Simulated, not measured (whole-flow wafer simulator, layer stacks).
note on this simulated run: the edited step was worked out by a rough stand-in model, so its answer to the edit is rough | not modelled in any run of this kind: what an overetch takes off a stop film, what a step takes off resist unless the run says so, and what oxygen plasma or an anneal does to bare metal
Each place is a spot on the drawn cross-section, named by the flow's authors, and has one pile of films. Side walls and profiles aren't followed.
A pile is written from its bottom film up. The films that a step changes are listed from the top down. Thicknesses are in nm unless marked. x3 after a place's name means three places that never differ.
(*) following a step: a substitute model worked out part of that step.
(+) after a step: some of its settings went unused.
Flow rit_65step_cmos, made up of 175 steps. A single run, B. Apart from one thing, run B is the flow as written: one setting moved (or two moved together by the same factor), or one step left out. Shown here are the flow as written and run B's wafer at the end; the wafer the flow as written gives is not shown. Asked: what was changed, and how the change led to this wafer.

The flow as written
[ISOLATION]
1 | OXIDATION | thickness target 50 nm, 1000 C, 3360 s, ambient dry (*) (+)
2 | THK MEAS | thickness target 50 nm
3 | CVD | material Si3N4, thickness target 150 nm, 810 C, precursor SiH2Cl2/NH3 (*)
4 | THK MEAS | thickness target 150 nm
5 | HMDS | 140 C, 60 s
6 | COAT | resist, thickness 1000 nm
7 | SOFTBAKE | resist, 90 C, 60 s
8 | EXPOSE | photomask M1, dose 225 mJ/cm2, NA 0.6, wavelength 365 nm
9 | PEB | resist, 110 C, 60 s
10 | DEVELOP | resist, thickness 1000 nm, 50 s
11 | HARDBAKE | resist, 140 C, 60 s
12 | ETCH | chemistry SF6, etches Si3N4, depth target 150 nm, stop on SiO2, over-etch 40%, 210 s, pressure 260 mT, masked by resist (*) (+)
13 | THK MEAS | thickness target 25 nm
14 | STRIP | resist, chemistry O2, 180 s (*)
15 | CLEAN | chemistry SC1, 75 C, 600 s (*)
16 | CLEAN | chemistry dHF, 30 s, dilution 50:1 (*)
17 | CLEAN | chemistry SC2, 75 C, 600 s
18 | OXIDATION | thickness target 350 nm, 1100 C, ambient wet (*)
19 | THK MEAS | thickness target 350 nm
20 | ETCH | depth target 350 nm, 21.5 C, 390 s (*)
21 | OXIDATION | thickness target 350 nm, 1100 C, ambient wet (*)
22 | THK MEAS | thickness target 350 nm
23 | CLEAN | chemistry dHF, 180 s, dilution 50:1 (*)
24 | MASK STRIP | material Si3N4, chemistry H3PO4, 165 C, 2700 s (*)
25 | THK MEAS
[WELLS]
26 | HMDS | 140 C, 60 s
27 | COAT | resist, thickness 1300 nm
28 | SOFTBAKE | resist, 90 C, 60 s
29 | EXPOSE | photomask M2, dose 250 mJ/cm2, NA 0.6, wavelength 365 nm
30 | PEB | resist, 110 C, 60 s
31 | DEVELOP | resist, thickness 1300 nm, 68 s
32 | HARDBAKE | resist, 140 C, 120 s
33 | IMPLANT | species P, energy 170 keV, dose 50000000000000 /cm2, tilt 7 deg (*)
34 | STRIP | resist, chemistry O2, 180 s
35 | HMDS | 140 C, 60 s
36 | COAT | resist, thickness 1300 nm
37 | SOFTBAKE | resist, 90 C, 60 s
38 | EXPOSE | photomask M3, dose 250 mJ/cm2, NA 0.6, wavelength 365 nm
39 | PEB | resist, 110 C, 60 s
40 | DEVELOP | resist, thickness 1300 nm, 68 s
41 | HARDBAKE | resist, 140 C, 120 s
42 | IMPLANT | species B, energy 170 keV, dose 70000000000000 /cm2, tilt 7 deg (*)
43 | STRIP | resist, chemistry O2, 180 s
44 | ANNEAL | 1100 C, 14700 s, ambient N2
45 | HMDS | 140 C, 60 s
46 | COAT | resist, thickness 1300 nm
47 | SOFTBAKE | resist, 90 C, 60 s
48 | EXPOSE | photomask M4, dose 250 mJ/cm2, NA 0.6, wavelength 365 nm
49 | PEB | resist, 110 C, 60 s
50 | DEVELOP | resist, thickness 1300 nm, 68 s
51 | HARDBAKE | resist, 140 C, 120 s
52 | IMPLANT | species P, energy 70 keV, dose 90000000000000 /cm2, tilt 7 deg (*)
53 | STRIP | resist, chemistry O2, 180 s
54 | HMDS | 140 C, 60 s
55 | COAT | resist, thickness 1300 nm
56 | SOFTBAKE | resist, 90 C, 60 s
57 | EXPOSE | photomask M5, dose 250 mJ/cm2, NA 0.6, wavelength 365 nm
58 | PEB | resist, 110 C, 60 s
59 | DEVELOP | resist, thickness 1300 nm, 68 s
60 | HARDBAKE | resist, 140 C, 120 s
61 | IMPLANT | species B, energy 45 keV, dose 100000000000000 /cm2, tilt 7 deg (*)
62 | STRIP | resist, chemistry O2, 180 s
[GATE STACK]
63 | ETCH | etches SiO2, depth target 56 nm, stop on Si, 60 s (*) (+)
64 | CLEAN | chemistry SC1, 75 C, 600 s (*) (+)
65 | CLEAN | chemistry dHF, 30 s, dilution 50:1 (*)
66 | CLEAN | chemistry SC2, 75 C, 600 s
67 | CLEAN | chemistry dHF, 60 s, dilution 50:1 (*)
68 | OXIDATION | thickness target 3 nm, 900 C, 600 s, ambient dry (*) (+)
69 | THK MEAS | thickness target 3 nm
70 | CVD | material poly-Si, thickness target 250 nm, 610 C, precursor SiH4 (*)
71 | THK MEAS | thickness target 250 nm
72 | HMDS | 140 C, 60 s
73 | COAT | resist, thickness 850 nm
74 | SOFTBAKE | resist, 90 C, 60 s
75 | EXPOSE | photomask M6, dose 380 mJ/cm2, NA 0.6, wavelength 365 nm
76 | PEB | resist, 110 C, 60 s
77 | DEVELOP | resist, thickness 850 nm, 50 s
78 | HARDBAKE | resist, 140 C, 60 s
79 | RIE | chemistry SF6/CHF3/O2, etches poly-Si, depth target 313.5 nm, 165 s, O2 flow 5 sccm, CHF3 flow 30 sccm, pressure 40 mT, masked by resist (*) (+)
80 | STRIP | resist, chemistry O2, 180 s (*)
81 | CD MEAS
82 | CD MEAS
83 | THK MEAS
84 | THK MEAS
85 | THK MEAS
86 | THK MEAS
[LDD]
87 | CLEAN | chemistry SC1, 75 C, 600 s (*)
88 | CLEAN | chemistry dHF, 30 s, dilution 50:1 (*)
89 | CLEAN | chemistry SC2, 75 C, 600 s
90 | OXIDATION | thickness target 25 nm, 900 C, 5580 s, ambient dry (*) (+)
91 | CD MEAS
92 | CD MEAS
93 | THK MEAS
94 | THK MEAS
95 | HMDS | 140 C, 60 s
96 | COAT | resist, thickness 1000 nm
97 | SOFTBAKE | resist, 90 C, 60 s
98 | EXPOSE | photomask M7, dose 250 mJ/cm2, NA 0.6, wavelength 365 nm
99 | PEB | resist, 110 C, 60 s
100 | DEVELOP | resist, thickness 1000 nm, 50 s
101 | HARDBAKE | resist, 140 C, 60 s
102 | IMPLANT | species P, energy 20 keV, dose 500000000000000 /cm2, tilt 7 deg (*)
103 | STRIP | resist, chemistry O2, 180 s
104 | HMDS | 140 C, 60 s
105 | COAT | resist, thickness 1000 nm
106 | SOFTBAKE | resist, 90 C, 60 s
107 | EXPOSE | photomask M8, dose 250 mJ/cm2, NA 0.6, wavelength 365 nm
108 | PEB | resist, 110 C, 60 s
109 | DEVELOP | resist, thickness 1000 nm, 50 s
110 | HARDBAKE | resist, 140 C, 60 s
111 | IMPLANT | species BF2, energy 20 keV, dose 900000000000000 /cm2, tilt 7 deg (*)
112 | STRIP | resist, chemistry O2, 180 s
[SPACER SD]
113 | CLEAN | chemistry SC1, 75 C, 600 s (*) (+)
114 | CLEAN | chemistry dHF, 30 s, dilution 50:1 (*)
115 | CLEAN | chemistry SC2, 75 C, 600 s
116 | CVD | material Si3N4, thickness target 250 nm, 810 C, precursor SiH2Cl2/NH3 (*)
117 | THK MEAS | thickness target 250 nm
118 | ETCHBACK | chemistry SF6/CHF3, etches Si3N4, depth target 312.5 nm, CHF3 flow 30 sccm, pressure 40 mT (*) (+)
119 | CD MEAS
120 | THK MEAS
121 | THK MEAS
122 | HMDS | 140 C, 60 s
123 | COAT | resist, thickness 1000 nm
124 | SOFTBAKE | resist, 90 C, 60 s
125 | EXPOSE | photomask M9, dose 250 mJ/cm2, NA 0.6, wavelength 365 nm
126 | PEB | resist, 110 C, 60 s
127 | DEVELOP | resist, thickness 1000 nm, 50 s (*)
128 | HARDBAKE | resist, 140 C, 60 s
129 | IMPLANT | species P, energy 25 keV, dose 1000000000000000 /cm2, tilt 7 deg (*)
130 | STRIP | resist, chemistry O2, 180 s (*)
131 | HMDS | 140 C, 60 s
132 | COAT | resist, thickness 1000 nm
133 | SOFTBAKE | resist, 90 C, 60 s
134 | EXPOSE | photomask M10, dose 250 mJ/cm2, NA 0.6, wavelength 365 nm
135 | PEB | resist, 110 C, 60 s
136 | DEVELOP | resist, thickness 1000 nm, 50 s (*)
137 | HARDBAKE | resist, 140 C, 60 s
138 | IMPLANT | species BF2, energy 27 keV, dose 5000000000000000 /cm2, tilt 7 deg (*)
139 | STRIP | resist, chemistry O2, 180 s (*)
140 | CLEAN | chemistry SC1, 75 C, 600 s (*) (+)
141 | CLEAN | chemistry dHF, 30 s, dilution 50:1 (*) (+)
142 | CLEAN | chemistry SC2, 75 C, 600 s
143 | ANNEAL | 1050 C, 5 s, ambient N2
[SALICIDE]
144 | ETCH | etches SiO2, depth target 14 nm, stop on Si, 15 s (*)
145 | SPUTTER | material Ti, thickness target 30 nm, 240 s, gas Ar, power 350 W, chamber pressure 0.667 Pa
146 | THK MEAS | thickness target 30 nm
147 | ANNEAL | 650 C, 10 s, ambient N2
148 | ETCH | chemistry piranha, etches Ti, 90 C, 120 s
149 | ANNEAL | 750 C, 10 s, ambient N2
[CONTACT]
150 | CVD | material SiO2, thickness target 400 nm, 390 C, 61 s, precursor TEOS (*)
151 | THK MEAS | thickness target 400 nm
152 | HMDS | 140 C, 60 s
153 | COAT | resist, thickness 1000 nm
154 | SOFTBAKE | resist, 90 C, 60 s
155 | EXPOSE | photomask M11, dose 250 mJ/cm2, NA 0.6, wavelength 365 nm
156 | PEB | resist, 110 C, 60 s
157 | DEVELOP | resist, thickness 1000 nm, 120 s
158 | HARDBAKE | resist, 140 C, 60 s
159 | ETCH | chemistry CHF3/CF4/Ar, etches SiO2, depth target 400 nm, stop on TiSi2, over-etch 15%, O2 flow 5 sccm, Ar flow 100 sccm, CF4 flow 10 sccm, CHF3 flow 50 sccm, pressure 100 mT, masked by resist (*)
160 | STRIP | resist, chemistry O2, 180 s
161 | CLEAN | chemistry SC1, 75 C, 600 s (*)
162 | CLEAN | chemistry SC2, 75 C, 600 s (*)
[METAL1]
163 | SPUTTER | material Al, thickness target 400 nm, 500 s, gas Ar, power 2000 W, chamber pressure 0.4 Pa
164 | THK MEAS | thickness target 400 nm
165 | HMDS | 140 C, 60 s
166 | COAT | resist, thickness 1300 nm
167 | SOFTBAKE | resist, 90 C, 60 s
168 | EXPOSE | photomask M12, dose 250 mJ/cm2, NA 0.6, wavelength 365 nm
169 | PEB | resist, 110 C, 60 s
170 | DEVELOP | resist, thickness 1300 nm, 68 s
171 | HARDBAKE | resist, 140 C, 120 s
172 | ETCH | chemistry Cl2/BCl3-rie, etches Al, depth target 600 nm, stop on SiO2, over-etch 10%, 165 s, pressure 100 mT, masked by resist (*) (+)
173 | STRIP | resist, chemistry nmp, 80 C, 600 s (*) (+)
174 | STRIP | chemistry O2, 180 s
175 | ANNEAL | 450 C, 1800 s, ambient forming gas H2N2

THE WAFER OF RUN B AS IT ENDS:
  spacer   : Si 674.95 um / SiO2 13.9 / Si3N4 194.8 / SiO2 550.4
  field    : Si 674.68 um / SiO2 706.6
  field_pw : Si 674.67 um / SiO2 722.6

The reason: step 150, CVD: thickness target 587 nm was run, while the flow as written has thickness target 400 nm; step 150, CVD: 89 s was run, where the flow has 61 s.

The path from the change to this, step by step:
  150 | CVD | material SiO2, thickness target 400 nm, 390 C, 61 s, precursor TEOS (*)
      field, field_pw, field_nw, field_p: +587 SiO2 (as written it would have been: +400 SiO2)
      spacer, spacer_p: +587 SiO2 (new film) (as written it would have been: +400 SiO2 (new film))
      (and at 2 other places as well)
